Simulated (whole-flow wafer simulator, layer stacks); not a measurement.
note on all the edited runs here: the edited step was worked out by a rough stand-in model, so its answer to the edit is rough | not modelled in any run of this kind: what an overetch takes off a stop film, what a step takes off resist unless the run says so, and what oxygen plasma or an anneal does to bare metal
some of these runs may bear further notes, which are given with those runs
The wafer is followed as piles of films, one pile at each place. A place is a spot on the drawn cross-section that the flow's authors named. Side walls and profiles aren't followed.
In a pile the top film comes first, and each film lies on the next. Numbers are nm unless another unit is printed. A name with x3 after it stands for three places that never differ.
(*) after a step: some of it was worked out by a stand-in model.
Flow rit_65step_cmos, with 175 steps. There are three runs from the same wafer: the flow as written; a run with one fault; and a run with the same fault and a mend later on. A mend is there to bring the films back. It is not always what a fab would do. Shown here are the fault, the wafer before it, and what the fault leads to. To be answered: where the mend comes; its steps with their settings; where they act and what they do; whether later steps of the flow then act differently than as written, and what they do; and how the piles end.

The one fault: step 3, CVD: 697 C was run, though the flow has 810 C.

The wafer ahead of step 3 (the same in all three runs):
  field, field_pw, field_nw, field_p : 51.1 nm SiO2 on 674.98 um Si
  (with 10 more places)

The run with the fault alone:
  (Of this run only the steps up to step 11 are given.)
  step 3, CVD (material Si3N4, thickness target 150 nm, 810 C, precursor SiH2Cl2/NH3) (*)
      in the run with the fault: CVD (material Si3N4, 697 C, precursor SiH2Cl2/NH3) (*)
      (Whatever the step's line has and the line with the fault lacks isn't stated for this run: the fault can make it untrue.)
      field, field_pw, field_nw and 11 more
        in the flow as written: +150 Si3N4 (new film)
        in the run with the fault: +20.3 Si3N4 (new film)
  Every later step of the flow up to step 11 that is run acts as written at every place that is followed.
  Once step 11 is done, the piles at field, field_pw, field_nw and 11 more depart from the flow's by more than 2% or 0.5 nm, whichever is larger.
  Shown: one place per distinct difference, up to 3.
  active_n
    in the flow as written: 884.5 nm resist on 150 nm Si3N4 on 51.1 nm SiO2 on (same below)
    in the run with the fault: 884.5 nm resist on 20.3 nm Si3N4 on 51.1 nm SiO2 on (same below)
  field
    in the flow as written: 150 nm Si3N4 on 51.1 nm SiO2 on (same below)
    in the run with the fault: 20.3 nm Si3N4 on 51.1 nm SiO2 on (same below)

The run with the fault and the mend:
  The mend follows step 11.
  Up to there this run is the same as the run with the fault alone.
  step 11a, STRIP (resist, chemistry O2, 180 s) (*)
      active_n, active_p, gate_n and 7 more
        -884.5 resist (all of it)
  step 11b, CLEAN (chemistry SC2, 75 C, 600 s)
      does not change any film at any place that is followed
  step 11c, CVD (material Si3N4, thickness target 130 nm, 810 C, precursor SiH2Cl2/NH3) (*) (the flow's step 3 again, with other settings)
      field, field_pw, field_nw and 11 more
        +130 Si3N4
  step 11d, HMDS (140 C, 60 s) (the flow's step 5 again)
      does not change any film at any place that is followed
  step 11e, COAT (resist, thickness 1000 nm) (the flow's step 6 again)
      field, field_pw, field_nw and 11 more
        +1000 resist (new film)
  step 11f, SOFTBAKE (resist, 90 C, 60 s) (the flow's step 7 again)
      does not change any film at any place that is followed
  step 11g, EXPOSE (photomask M1, dose 225 mJ/cm2, NA 0.6, wavelength 365 nm) (the flow's step 8 again)
      does not change any film at any place that is followed
  step 11h, PEB (resist, 110 C, 60 s) (the flow's step 9 again)
      field, field_pw, field_nw and 11 more
        -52 resist
  step 11i, DEVELOP (resist, thickness 1000 nm, 50 s) (the flow's step 10 again)
      field, field_pw, field_nw, field_p
        -948 resist (all of it)
  step 11j, HARDBAKE (resist, 140 C, 60 s) (the flow's step 11 again)
      active_n, active_p, gate_n and 7 more
        -63.5 resist
  Every later step of the flow that is run acts as written, at every place that is followed, to within 2% or 0.5 nm, whichever is larger.
  At every place that both follow, the piles at the end match the flow's.
